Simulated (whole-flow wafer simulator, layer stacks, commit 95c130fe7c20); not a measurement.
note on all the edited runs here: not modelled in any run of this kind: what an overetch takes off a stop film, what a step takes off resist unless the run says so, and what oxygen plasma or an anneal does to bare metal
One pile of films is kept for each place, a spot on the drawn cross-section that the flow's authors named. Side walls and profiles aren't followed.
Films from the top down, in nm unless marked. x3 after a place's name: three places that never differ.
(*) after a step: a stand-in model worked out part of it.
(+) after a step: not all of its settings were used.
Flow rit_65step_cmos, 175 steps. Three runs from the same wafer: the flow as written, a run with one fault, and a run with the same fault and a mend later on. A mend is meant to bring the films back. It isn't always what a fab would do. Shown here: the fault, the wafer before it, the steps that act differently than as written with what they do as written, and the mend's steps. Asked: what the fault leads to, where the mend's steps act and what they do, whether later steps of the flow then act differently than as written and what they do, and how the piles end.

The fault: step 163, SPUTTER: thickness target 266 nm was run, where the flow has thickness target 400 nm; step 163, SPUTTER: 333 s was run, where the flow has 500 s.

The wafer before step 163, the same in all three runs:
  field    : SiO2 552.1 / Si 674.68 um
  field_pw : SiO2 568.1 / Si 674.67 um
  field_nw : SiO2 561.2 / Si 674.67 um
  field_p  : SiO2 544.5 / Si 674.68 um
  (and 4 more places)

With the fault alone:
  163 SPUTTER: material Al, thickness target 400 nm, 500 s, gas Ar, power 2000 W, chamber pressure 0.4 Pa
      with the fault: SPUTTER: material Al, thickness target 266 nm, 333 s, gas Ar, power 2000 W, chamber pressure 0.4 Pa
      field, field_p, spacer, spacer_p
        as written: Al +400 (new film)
        with the fault: Al +266 (new film)
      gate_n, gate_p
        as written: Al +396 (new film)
        with the fault: Al +266 (new film)
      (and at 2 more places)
  Later steps of the flow that act differently than as written (3 more steps differ only slightly, by at most 2% or 0.5 nm, whichever is larger, and aren't shown):
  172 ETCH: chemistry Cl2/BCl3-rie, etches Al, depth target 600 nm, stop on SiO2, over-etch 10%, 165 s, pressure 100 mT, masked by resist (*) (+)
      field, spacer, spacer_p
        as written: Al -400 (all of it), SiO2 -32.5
        with the fault: Al -266 (all of it), SiO2 -49.2
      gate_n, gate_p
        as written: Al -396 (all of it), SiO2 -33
        with the fault: Al -266 (all of it), SiO2 -49.2
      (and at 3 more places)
  At the end the piles differ from the flow's by more than 2% or 0.5 nm, whichever is larger, at field, field_pw, field_nw, field_p, gate_n, gate_p, spacer, spacer_p.
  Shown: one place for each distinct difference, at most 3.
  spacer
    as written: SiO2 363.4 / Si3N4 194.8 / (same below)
    with the fault: SiO2 346.7 / Si3N4 194.8 / (same below)
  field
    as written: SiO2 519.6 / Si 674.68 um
    with the fault: SiO2 502.9 / Si 674.68 um
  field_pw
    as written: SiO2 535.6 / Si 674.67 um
    with the fault: SiO2 518.9 / Si 674.67 um

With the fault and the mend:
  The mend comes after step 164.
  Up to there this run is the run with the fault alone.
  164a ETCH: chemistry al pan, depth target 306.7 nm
      field, field_p, gate_n, gate_p, spacer, spacer_p
        Al -266 (all of it)
      field_pw, field_nw
        Al -265.8 (all of it)
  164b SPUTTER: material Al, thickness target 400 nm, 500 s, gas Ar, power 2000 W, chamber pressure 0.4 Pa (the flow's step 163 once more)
      field, field_pw, field_p, spacer, spacer_p
        Al +400 (new film)
      gate_n, gate_p
        Al +396 (new film)
      field_nw
        Al +397.2 (new film)
  No later step of the flow acts differently than as written at any place that is followed.
  At the end the piles are the same as the flow's at every place that both follow.
